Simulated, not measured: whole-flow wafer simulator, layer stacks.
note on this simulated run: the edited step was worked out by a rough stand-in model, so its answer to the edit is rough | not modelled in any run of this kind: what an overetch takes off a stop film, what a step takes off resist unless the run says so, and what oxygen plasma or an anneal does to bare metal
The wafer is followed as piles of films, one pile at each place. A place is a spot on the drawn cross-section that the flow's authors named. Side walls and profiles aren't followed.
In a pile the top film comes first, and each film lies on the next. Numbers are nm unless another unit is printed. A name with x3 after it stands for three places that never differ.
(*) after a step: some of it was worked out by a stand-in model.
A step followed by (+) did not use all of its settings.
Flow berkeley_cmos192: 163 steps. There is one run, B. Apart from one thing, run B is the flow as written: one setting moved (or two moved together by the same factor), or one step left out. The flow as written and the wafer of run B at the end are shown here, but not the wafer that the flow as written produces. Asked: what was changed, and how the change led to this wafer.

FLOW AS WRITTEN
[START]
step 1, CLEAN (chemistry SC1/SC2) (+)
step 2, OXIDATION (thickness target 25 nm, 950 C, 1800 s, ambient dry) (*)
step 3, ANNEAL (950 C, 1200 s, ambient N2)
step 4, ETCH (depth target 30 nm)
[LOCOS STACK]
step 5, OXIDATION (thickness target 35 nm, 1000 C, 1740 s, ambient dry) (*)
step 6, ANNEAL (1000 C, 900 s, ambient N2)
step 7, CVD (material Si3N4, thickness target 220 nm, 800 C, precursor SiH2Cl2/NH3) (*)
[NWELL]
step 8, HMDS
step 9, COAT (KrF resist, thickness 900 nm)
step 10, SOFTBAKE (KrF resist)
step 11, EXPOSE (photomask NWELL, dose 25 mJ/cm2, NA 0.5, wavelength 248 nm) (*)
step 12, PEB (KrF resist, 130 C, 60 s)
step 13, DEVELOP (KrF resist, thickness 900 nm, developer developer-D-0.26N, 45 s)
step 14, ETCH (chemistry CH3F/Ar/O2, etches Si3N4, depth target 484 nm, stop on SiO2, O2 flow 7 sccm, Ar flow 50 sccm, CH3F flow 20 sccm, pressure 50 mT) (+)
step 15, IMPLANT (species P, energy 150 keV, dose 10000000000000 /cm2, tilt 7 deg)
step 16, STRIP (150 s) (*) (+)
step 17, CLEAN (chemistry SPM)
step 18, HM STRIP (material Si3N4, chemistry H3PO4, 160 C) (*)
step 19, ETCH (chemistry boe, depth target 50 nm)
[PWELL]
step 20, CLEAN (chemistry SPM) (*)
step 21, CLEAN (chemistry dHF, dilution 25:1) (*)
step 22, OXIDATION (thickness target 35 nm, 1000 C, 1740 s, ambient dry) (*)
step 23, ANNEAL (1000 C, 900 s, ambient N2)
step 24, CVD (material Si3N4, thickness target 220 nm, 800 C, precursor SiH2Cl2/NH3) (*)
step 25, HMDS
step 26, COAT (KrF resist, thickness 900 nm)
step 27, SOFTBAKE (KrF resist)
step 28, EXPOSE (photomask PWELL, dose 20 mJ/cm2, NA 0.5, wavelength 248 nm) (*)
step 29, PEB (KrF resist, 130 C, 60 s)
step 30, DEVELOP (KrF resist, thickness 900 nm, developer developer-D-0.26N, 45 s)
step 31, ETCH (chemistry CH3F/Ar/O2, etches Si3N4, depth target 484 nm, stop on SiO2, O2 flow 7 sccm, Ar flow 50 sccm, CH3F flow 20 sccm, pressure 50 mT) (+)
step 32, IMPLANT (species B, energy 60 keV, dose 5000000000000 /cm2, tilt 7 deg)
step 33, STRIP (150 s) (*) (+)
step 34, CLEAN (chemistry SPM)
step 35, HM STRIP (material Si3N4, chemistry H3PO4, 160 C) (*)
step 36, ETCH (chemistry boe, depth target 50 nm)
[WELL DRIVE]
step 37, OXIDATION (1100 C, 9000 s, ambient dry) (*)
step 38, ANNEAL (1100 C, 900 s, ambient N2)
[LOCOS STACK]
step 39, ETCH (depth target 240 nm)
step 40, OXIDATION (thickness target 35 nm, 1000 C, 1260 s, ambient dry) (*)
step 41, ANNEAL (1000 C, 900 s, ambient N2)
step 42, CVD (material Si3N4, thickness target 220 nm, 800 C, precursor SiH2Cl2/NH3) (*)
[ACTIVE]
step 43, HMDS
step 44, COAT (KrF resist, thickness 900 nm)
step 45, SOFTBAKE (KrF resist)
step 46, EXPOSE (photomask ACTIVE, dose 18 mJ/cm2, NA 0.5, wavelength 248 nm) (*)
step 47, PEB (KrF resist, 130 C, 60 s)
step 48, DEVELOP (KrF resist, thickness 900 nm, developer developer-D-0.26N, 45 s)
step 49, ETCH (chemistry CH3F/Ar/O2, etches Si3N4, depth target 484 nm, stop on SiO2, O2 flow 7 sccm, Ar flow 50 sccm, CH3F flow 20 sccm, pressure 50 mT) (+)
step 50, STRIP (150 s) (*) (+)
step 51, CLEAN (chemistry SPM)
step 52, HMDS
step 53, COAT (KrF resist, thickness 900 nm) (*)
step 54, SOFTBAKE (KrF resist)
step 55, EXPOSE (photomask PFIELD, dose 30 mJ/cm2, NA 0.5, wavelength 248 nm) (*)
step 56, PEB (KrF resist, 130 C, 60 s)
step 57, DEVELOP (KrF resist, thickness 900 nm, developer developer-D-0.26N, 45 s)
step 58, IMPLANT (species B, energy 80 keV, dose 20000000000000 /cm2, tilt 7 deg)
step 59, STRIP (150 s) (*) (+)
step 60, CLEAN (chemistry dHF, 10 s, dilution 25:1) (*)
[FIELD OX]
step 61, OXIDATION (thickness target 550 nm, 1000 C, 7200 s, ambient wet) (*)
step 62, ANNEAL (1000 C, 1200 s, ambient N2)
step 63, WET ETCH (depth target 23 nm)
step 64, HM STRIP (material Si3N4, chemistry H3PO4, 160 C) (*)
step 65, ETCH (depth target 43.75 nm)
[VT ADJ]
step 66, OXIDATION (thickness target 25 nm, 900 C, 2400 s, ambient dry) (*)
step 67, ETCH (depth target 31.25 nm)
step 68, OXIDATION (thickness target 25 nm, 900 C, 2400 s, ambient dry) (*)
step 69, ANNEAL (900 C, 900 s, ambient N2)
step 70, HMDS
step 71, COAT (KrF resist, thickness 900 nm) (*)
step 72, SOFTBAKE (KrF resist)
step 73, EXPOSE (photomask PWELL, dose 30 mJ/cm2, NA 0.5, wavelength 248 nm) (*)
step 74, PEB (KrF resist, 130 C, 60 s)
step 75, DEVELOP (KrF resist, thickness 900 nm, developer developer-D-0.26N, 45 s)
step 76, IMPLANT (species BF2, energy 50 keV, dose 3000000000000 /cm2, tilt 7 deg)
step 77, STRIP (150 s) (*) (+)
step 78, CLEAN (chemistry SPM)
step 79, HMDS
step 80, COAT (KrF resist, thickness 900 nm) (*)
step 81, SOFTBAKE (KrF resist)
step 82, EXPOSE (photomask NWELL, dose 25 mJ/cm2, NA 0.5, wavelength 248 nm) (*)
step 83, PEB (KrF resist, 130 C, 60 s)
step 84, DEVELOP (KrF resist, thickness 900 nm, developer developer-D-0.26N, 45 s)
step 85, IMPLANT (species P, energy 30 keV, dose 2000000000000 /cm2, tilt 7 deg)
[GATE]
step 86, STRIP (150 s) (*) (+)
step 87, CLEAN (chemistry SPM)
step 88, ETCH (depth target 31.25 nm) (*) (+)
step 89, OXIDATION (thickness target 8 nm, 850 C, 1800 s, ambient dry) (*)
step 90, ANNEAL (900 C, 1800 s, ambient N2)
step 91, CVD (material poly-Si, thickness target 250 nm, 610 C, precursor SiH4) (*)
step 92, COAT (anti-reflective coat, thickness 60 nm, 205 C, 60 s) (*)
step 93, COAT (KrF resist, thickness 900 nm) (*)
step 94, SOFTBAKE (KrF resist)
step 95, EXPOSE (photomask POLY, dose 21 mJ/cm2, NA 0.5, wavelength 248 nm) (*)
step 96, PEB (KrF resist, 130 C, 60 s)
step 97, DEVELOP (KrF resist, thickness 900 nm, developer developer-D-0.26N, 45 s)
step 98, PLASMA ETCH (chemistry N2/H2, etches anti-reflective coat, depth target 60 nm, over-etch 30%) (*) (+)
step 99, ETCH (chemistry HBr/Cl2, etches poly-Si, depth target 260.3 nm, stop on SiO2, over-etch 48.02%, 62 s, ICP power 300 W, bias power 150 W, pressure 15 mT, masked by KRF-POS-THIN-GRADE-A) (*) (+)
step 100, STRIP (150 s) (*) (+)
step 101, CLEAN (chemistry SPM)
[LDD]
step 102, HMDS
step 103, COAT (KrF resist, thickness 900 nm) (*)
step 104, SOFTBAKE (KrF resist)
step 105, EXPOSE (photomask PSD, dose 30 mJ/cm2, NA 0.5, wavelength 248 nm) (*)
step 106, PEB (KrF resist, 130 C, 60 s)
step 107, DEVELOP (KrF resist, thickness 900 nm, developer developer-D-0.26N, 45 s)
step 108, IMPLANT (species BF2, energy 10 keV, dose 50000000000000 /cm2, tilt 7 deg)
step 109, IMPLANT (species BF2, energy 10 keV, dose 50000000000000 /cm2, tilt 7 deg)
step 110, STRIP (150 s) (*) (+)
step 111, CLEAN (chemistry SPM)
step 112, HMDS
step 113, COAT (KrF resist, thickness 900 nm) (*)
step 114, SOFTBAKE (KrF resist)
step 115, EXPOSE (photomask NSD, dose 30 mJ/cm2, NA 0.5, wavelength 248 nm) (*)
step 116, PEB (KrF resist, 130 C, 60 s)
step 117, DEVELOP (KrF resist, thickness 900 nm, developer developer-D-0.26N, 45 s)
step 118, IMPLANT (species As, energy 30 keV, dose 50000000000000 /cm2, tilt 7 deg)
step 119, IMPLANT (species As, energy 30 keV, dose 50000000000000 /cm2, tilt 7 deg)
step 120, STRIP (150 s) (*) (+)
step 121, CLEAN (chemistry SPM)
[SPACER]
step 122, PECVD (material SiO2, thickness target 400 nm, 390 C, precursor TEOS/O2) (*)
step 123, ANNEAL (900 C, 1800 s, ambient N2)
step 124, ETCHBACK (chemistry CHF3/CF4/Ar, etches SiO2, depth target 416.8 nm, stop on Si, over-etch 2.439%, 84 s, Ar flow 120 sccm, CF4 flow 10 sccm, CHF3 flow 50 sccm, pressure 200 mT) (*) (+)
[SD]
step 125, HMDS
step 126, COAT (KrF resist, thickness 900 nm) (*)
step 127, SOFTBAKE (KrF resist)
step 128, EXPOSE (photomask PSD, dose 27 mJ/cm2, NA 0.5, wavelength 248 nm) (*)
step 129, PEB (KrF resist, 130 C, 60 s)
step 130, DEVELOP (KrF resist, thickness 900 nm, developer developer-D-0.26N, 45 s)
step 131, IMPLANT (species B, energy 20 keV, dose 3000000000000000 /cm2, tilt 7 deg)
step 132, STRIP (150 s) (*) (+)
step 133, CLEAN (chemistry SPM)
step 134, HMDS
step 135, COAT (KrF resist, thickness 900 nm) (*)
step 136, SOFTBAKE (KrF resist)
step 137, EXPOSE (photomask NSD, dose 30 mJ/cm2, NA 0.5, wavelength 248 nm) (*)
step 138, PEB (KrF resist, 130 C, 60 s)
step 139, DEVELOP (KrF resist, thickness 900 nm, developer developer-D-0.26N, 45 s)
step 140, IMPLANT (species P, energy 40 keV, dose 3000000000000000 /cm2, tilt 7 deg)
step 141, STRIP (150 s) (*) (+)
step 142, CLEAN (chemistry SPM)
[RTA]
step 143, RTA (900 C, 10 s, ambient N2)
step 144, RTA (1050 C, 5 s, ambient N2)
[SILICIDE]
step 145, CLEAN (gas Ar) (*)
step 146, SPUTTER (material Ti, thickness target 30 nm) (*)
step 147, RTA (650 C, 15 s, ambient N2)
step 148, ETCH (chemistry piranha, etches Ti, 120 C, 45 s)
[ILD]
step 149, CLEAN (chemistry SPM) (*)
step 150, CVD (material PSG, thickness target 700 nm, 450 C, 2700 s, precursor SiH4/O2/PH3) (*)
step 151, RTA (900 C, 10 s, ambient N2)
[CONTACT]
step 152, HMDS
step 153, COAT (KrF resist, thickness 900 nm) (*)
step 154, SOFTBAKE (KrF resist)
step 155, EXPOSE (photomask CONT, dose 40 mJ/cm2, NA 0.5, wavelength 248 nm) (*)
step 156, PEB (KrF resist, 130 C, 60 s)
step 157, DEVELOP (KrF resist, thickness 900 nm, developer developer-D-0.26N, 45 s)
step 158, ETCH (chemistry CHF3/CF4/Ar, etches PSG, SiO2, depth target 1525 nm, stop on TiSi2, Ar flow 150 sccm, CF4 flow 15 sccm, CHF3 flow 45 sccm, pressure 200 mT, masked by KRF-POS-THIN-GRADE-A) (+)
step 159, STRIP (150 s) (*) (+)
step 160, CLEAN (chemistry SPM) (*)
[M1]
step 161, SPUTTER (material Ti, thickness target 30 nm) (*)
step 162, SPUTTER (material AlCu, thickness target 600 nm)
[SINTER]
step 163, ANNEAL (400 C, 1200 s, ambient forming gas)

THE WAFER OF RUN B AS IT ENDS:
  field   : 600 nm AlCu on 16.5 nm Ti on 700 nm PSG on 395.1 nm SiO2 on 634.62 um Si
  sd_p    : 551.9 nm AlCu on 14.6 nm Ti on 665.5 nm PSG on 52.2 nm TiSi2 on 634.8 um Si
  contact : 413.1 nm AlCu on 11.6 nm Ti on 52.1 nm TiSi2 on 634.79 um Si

Cause: step 161, SPUTTER: thickness target 16.47 nm was run, though the flow has thickness target 30 nm.
The wafer itself shows it: field has Ti 16.5, and step 161 as written asks for 30 nm.

Step by step, how the change led to this:
  step 161, SPUTTER (material Ti, thickness target 30 nm) (*)
      field, sd_n, spacer_n, gate, spacer_p, gate_p, m1: Ti gains 16.5 (new film) (as written it would have been: Ti gains 30 (new film))
      sd_p: Ti gains 14.6 (new film) (as written it would have been: Ti gains 26.6 (new film))
      (as well as at 1 more place)
